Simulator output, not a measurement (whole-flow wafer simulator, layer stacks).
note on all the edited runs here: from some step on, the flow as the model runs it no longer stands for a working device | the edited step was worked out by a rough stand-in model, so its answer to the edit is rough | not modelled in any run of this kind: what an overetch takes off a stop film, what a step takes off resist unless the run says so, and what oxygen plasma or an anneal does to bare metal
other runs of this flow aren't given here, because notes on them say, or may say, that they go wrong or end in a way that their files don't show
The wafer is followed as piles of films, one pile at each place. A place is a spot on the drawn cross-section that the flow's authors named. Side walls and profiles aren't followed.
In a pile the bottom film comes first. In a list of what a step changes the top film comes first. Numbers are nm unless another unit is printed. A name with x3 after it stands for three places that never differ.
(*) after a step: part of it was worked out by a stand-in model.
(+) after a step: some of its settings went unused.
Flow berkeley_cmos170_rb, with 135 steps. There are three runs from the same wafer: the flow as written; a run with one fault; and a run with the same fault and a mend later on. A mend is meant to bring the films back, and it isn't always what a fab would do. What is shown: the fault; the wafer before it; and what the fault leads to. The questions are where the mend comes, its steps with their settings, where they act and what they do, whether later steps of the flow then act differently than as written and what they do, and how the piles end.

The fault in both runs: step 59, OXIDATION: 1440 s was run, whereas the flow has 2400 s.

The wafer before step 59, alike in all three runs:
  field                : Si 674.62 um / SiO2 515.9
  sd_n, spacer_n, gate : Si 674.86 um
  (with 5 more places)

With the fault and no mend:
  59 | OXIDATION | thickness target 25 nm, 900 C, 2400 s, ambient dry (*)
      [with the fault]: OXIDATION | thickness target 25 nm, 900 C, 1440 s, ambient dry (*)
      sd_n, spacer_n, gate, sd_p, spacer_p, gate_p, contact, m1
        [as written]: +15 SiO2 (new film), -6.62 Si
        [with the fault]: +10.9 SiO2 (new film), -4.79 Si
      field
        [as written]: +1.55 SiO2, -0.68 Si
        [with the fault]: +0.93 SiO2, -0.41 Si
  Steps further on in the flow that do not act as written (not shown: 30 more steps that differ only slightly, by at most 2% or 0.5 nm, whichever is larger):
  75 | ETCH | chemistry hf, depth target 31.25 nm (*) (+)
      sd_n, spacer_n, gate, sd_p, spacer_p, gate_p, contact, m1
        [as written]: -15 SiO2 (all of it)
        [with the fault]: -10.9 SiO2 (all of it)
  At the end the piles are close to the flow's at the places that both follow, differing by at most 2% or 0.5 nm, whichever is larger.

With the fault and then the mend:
  After step 59 comes the mend.
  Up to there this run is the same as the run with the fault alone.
  59a | OXIDATION | thickness target 25 nm, 900 C, 960 s, ambient dry (*) (the flow's step 59 again, with other settings)
      sd_n, spacer_n, gate, sd_p, spacer_p, gate_p, contact, m1
        +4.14 SiO2, -1.82 Si
      field
        +0.62 SiO2, -0.27 Si
  Later steps of the flow that are run all act as written at every place that is followed.
  By the end, the piles equal the flow's at every place that both follow.
